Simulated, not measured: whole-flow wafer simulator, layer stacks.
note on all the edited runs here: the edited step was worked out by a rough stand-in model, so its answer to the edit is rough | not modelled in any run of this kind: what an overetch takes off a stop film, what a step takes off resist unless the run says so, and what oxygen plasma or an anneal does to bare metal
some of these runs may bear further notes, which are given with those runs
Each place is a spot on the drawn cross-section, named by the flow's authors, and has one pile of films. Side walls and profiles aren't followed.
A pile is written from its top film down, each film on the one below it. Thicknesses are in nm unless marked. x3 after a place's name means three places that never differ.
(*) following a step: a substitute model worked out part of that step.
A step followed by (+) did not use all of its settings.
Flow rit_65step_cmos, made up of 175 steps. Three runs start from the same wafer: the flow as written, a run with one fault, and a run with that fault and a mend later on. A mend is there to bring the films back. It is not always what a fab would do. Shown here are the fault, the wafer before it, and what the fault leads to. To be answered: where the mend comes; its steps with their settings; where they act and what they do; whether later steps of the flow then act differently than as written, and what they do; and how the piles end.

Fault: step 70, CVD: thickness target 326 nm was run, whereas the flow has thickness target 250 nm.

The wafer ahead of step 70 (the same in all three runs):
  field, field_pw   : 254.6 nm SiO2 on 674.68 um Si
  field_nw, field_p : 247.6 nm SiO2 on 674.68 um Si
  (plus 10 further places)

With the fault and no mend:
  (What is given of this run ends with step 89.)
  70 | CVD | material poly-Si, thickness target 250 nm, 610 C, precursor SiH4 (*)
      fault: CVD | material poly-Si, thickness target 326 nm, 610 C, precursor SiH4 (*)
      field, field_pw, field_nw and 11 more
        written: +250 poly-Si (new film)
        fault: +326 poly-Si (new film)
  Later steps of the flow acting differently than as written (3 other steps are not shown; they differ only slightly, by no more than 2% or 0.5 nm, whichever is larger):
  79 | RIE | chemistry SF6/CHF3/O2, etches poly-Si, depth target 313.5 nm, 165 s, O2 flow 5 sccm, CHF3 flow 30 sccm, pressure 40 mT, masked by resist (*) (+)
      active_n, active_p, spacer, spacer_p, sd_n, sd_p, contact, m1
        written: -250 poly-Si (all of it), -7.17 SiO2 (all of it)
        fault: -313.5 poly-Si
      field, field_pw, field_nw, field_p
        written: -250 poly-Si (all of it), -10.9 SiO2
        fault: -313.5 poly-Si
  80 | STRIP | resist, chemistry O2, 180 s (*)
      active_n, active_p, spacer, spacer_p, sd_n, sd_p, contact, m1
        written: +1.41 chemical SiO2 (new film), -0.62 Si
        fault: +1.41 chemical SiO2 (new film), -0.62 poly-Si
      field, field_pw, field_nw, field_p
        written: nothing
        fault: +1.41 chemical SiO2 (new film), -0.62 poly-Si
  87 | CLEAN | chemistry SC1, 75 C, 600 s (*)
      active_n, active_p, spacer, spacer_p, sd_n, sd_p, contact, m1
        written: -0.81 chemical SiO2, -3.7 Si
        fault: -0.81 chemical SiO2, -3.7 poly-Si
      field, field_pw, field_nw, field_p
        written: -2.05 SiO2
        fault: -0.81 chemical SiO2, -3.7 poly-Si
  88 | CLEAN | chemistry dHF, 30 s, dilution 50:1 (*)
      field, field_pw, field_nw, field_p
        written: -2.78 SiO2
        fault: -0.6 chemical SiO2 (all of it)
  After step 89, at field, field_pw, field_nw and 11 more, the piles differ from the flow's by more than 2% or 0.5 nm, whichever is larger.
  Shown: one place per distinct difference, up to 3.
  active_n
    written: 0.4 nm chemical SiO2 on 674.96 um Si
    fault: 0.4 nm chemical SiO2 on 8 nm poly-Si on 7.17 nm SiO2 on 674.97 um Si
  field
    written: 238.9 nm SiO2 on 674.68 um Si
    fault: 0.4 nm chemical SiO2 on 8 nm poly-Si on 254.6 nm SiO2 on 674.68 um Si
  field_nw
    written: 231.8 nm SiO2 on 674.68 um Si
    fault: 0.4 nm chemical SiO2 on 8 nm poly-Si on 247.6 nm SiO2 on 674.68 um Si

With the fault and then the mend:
  The mend follows step 71.
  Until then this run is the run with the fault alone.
  71a | ETCH | chemistry tmah, depth target 76 nm
      field, field_pw, field_nw and 11 more
        -76 poly-Si
  Every later step of the flow that is run acts as written at every place that is followed.
  The piles end the same as the flow's at every place that both follow.
